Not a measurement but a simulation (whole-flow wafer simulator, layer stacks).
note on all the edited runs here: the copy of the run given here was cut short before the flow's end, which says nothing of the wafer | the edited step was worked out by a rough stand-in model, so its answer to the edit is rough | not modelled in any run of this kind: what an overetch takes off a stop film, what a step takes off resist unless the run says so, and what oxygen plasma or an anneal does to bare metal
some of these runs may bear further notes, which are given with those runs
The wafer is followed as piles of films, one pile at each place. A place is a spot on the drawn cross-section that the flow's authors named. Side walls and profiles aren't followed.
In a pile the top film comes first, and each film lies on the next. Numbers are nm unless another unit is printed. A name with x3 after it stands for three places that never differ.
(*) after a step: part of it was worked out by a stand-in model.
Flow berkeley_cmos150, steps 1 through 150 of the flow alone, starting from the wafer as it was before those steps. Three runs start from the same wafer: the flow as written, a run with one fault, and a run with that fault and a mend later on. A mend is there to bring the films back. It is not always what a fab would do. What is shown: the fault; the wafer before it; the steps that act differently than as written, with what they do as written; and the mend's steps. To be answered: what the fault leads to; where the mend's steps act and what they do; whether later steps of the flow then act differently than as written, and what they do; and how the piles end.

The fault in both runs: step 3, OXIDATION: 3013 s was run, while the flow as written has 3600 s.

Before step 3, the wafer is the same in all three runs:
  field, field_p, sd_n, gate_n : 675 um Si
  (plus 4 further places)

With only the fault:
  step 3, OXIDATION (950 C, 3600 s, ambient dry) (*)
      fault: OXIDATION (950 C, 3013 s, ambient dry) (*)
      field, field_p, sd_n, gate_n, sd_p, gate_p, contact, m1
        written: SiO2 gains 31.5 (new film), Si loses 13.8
        fault: SiO2 gains 28.1 (new film), Si loses 12.4
  None of the later steps of the flow differs from how it acts as written, at any place that is followed, by more than 2% or 0.5 nm, whichever is larger.
  The piles end only slightly different from the flow's at the places that both follow, by no more than 2% or 0.5 nm, whichever is larger.

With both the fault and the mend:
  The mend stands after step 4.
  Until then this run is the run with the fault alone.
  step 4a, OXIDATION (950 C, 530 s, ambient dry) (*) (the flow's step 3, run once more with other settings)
      field, field_p, sd_n, gate_n, sd_p, gate_p, contact, m1
        SiO2 gains 3.4, Si loses 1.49
  None of the later steps of the flow acts differently than as written at any place that is followed.
  At every place that both follow, the piles at the end match the flow's.
